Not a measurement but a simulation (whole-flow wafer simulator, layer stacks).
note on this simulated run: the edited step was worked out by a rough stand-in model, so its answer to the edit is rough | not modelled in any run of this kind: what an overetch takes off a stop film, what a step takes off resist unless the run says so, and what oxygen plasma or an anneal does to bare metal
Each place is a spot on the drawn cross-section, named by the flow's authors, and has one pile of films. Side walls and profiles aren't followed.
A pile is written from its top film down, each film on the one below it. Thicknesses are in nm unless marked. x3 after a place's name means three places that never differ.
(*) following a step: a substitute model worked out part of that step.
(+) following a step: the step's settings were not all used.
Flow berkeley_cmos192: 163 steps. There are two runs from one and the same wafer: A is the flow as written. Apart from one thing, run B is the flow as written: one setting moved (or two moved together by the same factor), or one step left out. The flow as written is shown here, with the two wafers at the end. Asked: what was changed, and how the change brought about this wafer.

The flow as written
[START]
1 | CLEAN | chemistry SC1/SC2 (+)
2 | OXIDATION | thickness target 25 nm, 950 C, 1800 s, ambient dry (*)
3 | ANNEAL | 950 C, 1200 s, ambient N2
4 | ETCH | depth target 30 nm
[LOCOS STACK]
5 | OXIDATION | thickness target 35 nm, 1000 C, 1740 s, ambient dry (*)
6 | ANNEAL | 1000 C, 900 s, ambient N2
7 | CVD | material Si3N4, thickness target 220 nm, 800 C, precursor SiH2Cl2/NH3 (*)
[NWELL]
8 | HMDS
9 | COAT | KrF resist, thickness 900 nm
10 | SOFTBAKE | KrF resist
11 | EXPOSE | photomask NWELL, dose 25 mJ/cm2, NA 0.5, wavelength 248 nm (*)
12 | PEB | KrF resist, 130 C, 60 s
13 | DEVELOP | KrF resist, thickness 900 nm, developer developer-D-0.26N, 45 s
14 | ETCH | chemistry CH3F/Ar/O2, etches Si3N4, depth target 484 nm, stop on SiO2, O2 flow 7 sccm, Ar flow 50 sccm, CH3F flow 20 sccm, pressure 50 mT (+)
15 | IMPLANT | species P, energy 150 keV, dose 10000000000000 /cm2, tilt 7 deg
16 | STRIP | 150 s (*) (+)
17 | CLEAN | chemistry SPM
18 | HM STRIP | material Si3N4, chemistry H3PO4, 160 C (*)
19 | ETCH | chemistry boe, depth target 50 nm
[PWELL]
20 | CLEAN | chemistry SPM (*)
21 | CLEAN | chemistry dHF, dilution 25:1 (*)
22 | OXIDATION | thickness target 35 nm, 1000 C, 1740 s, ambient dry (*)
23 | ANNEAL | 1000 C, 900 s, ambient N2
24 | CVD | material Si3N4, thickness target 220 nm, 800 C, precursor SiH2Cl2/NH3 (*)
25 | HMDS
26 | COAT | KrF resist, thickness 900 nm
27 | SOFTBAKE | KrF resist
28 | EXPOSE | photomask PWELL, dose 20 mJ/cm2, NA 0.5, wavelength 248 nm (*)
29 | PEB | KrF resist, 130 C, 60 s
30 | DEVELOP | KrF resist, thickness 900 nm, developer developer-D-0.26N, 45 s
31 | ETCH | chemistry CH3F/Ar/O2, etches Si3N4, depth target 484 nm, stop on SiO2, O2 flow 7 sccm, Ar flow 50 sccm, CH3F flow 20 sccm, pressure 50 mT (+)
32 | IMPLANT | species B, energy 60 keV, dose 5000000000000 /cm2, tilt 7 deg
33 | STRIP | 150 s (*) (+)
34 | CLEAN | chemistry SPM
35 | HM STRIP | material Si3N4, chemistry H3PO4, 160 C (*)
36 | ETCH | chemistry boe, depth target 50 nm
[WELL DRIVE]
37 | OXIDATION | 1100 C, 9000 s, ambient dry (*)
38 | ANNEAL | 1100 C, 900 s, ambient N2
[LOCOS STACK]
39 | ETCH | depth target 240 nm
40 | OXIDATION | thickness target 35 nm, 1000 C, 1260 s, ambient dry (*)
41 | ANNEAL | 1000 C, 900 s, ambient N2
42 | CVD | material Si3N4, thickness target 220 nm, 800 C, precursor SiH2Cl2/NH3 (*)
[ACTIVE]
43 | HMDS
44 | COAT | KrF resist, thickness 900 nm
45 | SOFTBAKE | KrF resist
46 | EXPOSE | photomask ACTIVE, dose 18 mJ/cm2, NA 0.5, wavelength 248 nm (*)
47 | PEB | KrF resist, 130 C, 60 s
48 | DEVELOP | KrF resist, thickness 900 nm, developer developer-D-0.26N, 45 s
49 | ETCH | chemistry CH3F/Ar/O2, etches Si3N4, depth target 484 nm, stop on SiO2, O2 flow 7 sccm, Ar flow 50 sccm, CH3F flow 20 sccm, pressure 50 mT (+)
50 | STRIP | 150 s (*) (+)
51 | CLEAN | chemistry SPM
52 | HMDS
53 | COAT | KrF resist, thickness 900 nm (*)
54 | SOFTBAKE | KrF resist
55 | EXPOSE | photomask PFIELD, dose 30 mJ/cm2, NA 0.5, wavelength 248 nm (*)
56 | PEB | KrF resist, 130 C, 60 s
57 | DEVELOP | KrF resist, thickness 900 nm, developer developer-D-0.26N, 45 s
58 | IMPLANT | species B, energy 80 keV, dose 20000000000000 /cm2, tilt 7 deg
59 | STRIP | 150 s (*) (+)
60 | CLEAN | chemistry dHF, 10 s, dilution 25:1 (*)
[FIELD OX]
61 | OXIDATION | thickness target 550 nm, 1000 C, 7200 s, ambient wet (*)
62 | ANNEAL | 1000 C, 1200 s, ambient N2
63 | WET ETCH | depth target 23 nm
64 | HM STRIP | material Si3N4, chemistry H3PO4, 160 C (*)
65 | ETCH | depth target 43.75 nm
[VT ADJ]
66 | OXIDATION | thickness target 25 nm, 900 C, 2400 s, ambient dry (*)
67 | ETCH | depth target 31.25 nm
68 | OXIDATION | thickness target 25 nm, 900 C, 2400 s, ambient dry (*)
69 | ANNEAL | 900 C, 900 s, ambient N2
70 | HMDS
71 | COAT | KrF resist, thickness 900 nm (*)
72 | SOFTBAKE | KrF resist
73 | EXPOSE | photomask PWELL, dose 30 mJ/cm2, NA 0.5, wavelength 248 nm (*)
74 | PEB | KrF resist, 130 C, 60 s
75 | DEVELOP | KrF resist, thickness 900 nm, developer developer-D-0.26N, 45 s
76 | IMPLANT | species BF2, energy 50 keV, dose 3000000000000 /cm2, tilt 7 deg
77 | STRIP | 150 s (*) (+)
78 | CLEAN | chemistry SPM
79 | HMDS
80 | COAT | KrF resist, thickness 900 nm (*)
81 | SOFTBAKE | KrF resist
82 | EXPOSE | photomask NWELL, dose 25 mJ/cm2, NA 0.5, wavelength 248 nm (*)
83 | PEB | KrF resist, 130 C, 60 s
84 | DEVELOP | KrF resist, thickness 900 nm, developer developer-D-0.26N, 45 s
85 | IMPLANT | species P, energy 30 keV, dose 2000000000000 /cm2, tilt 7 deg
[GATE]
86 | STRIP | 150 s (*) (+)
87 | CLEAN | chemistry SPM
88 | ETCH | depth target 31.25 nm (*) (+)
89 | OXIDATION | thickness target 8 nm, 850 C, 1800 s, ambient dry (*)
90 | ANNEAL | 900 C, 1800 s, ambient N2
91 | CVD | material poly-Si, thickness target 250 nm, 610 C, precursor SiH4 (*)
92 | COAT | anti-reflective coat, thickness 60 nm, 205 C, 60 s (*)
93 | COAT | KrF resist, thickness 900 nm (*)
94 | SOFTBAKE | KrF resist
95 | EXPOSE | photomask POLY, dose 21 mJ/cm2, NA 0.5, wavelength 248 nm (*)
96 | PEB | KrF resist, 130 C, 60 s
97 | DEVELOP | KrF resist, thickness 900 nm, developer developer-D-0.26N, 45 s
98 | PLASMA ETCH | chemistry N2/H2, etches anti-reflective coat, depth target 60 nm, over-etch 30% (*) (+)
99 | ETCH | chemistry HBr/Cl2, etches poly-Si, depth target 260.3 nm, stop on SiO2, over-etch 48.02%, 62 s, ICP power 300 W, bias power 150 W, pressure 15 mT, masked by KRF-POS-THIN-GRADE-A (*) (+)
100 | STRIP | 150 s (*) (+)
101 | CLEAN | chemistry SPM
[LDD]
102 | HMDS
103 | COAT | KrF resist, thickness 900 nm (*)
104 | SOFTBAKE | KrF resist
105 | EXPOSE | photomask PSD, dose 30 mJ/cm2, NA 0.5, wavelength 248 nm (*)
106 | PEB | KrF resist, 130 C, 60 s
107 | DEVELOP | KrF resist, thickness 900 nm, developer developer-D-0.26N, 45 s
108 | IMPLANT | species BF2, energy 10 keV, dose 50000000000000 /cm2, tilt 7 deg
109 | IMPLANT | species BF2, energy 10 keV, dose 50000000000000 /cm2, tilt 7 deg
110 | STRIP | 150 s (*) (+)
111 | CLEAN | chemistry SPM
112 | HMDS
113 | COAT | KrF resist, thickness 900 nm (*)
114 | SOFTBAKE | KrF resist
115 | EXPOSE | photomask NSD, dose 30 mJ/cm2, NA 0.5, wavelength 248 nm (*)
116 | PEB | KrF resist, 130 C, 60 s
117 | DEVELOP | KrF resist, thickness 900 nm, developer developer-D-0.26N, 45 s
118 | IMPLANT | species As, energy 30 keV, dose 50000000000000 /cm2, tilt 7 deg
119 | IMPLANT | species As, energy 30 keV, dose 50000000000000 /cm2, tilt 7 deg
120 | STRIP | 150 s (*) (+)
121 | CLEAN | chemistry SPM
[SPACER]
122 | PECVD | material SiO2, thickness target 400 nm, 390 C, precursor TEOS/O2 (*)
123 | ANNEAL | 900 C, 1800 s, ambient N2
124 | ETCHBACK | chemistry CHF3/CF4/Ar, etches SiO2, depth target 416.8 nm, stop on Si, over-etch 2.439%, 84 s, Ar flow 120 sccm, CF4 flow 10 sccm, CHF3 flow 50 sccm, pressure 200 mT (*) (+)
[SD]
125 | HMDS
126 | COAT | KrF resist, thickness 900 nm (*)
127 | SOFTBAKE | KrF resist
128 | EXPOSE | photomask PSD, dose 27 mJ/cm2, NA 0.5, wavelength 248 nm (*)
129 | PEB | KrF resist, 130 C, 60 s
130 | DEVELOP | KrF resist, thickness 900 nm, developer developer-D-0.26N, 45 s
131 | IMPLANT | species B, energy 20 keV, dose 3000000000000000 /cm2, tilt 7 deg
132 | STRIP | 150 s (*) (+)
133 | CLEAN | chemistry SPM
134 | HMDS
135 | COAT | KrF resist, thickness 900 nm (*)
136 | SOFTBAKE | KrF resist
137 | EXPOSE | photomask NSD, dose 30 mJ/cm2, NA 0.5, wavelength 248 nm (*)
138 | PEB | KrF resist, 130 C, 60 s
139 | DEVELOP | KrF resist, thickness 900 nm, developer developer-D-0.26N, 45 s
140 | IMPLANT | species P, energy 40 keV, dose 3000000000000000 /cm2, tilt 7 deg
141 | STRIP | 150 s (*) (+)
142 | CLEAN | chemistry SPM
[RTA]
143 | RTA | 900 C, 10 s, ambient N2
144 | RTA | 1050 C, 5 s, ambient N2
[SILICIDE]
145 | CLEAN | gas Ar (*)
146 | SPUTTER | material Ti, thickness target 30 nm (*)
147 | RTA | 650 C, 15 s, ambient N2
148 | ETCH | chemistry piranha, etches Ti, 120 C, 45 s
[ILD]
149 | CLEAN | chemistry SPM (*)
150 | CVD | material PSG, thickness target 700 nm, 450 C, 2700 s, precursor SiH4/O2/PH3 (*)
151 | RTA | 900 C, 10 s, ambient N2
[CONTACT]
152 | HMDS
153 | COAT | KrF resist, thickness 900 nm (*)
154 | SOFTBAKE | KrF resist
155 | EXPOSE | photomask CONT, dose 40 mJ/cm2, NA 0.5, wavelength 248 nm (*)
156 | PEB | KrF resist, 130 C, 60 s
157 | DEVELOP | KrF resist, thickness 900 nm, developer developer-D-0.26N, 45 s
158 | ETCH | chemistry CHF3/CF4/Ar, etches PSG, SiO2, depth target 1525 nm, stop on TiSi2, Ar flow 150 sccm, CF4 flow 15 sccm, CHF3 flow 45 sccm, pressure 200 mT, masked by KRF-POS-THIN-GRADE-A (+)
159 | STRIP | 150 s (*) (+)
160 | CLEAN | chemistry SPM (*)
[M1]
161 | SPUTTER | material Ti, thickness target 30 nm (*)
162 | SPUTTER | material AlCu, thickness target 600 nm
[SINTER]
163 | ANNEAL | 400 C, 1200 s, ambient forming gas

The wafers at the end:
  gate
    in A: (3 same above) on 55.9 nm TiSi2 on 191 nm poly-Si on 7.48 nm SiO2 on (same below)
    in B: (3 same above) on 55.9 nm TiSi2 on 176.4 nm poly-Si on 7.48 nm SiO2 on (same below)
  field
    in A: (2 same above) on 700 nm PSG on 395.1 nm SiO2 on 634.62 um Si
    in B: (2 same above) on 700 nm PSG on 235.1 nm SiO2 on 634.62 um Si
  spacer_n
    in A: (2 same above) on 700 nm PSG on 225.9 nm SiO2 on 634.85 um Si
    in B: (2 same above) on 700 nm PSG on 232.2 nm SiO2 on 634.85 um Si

The reason: step 122, PECVD: thickness target 240 nm was run, though the flow has thickness target 400 nm.

How this came from the change, step by step:
  122 | PECVD | material SiO2, thickness target 400 nm, 390 C, precursor TEOS/O2 (*)
      field, sd_n, contact, m1: A +400 SiO2 | B +240 SiO2
      spacer_n, sd_p, spacer_p: A +385.5 SiO2 | B +231.8 SiO2
      (as well as at 2 more places)
  124 | ETCHBACK | chemistry CHF3/CF4/Ar, etches SiO2, depth target 416.8 nm, stop on Si, over-etch 2.439%, 84 s, Ar flow 120 sccm, CF4 flow 10 sccm, CHF3 flow 50 sccm, pressure 200 mT (*) (+)
      spacer_n: A -160 SiO2 | B nothing
      spacer_p: A -159.9 SiO2 | B nothing
      (as well as at 6 more places)
  126 | COAT | KrF resist, thickness 900 nm (*)
      field: A +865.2 KrF resist (new film) | B +903.1 KrF resist (new film)
      sd_n: A +999.7 KrF resist (new film) | B +911.4 KrF resist (new film)
      (as well as at 7 more places)
  130 | DEVELOP | KrF resist, thickness 900 nm, developer developer-D-0.26N, 45 s
      sd_p: A -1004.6 KrF resist (all of it) | B -934.5 KrF resist (all of it)
      spacer_p: A -784.6 KrF resist (all of it) | B -722.7 KrF resist (all of it)
      (as well as at 1 more place)
  132 | STRIP | 150 s (*) (+)
      field: A -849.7 KrF resist (all of it) | B -887.5 KrF resist (all of it)
      sd_n: A +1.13 chemical SiO2 (new film), -983.9 KrF resist (all of it), -0.5 Si | B +1.14 chemical SiO2 (new film), -895.7 KrF resist (all of it), -0.5 Si
      (as well as at 4 more places)
  135 | COAT | KrF resist, thickness 900 nm (*)
      field: A +865 KrF resist (new film) | B +903.3 KrF resist (new film)
      sd_n: A +999.2 KrF resist (new film) | B +911.1 KrF resist (new film)
      (as well as at 7 more places)
  139 | DEVELOP | KrF resist, thickness 900 nm, developer developer-D-0.26N, 45 s
      sd_n: A -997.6 KrF resist (all of it) | B -909.6 KrF resist (all of it)
      spacer_n: A -789.9 KrF resist (all of it) | B -723.3 KrF resist (all of it)
      (as well as at 2 more places)
  141 | STRIP | 150 s (*) (+)
      gate_p: A -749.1 KrF resist (all of it), +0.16 chemical SiO2 | B -709.1 KrF resist (all of it), +0.17 chemical SiO2, -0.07 poly-Si
      field: A -849.5 KrF resist (all of it) | B -887.7 KrF resist (all of it)
      (as well as at 3 more places)
  146 | SPUTTER | material Ti, thickness target 30 nm (*)
      sd_p: A +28 Ti (new film) | B +30 Ti (new film)
  147 | RTA | 650 C, 15 s, ambient N2
      sd_p: A -21.9 Ti, +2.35 TiSi first (new film), +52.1 TiSi2 C49 (new film), -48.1 Si | B -23.4 Ti, +6.2 TiSi first (new film), +50.3 TiSi2 C49 (new film), -49 Si
  150 | CVD | material PSG, thickness target 700 nm, 450 C, 2700 s, precursor SiH4/O2/PH3 (*)
      sd_p: A +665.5 PSG (new film) | B +700 PSG (new film)
  151 | RTA | 900 C, 10 s, ambient N2
      sd_p: A under 1 film: +52.2 TiSi2 (new film), -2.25 TiSi first (all of it), -52.1 TiSi2 C49 (all of it), -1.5 Si | B under 1 film: +55.9 TiSi2 (new film), -6.09 TiSi first (all of it), -50.3 TiSi2 C49 (all of it), -4.05 Si
  153 | COAT | KrF resist, thickness 900 nm (*)
      field: A +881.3 KrF resist (new film) | B +914.5 KrF resist (new film)
      sd_n: A +1002.2 KrF resist (new film) | B +910.6 KrF resist (new film)
      (as well as at 7 more places)
  157 | DEVELOP | KrF resist, thickness 900 nm, developer developer-D-0.26N, 45 s
      contact: A -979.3 KrF resist (all of it) | B -906.5 KrF resist (all of it)
  159 | STRIP | 150 s (*) (+)
      field: A -671.6 KrF resist (all of it) | B -704.8 KrF resist (all of it)
      sd_n: A -792.3 KrF resist (all of it) | B -700.9 KrF resist (all of it)
      (as well as at 6 more places)
  161 | SPUTTER | material Ti, thickness target 30 nm (*)
      sd_p: A +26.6 Ti (new film) | B +30 Ti (new film)
  162 | SPUTTER | material AlCu, thickness target 600 nm
      sd_p: A +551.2 AlCu (new film) | B +600 AlCu (new film)
